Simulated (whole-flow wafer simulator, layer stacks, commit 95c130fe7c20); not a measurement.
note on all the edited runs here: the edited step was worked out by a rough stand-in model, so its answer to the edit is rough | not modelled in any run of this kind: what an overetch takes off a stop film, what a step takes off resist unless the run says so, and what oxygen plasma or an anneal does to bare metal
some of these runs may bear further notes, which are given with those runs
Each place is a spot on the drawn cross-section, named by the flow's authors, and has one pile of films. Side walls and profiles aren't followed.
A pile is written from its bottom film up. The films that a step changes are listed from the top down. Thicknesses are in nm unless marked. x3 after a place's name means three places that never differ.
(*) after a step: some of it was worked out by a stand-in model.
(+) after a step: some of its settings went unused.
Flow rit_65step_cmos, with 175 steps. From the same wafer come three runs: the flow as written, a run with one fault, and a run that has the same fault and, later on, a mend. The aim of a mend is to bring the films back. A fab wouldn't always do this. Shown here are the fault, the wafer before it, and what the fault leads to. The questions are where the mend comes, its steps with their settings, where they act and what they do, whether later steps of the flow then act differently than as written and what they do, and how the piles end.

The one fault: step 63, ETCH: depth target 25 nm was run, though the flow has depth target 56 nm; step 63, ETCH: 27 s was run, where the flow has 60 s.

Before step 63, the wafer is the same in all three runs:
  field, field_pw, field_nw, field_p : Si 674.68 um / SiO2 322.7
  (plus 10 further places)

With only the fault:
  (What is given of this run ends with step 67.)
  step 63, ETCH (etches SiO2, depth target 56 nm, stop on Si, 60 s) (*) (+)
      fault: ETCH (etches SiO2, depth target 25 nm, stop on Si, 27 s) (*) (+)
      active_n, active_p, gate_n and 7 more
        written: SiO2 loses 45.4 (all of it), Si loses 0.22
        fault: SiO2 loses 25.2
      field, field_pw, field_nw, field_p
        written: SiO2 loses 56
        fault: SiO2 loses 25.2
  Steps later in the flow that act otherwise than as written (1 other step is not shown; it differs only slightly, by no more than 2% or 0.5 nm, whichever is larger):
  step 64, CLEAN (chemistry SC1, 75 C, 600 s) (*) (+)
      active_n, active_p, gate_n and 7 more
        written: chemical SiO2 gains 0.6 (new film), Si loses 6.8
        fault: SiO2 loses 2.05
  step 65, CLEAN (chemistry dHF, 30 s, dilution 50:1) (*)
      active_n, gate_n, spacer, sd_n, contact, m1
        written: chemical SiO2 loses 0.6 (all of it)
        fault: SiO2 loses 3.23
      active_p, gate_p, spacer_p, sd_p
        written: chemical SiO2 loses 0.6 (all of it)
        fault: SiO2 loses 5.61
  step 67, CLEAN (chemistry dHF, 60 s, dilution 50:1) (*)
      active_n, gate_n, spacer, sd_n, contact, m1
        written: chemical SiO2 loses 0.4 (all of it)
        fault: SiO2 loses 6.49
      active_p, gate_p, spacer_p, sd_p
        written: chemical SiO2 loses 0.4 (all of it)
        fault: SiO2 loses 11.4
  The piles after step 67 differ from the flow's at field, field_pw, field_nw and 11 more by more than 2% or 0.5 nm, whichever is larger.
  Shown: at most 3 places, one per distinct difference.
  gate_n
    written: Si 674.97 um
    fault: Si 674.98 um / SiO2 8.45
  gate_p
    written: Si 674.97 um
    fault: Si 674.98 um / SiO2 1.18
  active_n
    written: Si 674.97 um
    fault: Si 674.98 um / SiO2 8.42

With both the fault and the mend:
  After step 63 comes the mend.
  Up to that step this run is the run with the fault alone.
  step 63a, ETCH (etches SiO2, depth target 31 nm, stop on Si, 33 s) (*) (+) (the flow's step 63 again, with other settings)
      active_n, active_p, gate_n and 7 more
        SiO2 loses 20.2 (all of it)
      field, field_pw, field_nw, field_p
        SiO2 loses 31
  Every later step of the flow that is run acts as written, at every place that is followed, to within 2% or 0.5 nm, whichever is larger.
  At the end the piles are close to the flow's at the places that both follow, differing by at most 2% or 0.5 nm, whichever is larger.
